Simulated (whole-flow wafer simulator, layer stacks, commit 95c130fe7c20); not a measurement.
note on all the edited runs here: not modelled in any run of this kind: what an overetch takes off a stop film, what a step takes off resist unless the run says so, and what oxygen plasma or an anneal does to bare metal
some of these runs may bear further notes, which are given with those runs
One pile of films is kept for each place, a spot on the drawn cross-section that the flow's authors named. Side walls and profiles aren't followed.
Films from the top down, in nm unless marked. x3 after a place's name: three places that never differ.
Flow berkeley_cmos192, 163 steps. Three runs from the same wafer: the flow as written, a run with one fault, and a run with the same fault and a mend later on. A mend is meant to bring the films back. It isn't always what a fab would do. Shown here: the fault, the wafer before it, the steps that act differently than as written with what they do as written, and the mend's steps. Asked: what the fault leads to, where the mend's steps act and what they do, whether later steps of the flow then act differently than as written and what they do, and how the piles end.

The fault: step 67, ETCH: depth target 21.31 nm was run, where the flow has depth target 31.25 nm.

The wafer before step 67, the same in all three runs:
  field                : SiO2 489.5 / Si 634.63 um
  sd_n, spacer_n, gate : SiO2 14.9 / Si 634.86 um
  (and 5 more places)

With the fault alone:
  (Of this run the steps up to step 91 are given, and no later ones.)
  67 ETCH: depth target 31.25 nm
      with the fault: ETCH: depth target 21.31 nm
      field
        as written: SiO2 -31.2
        with the fault: SiO2 -21.3
  No later step of the flow up to step 91 acts differently than as written, at any place that is followed, by more than 2% or 0.5 nm, whichever is larger.
  After step 91 the piles differ from the flow's by more than 2% or 0.5 nm, whichever is larger, at field.
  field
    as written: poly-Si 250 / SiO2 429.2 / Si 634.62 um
    with the fault: poly-Si 250 / SiO2 439.1 / Si 634.62 um

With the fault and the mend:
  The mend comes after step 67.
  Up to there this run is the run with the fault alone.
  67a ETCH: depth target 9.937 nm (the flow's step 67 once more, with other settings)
      field
        SiO2 -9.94
  No later step of the flow acts differently than as written, at any place that is followed, by more than 2% or 0.5 nm, whichever is larger.
  At the end the piles are the same as the flow's at every place that both follow.
